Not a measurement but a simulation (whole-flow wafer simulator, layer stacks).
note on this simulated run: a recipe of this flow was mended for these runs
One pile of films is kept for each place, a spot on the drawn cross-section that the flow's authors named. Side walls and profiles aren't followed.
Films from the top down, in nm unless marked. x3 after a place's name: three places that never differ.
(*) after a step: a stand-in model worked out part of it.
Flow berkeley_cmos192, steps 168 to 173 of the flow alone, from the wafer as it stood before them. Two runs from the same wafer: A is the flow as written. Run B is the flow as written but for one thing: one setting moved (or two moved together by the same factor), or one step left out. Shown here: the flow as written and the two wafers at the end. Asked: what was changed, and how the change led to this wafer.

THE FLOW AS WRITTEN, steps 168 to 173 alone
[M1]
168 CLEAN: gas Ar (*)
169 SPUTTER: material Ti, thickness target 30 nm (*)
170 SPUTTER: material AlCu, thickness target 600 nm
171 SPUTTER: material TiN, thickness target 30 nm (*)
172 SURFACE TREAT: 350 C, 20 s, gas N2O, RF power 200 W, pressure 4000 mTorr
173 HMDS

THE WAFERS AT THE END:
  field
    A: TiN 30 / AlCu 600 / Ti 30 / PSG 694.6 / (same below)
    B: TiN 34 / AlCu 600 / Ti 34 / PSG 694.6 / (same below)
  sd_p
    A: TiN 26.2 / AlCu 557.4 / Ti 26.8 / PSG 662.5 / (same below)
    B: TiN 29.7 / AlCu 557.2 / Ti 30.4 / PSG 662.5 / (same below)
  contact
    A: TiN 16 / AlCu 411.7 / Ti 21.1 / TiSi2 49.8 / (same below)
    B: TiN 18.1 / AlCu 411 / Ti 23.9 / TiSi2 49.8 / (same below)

The cause: step 169, SPUTTER: thickness target 34 nm was run, where the flow has thickness target 30 nm; step 171, SPUTTER: thickness target 34 nm was run, where the flow has thickness target 30 nm.
It can be read off the wafer: field has Ti 34, and step 169 as written asks for 30 nm.

How the change led to this, step by step:
  169 SPUTTER: material Ti, thickness target 30 nm (*)
      field, sd_n, spacer_n, gate, spacer_p, gate_p, m1: A Ti +30 (new film) | B Ti +34 (new film)
      sd_p: A Ti +26.8 (new film) | B Ti +30.4 (new film)
      (and at 1 more place)
  171 SPUTTER: material TiN, thickness target 30 nm (*)
      field, sd_n, spacer_n, gate, spacer_p, gate_p, m1: A TiN +30 (new film) | B TiN +34 (new film)
      sd_p: A TiN +26.2 (new film) | B TiN +29.7 (new film)
      (and at 1 more place)
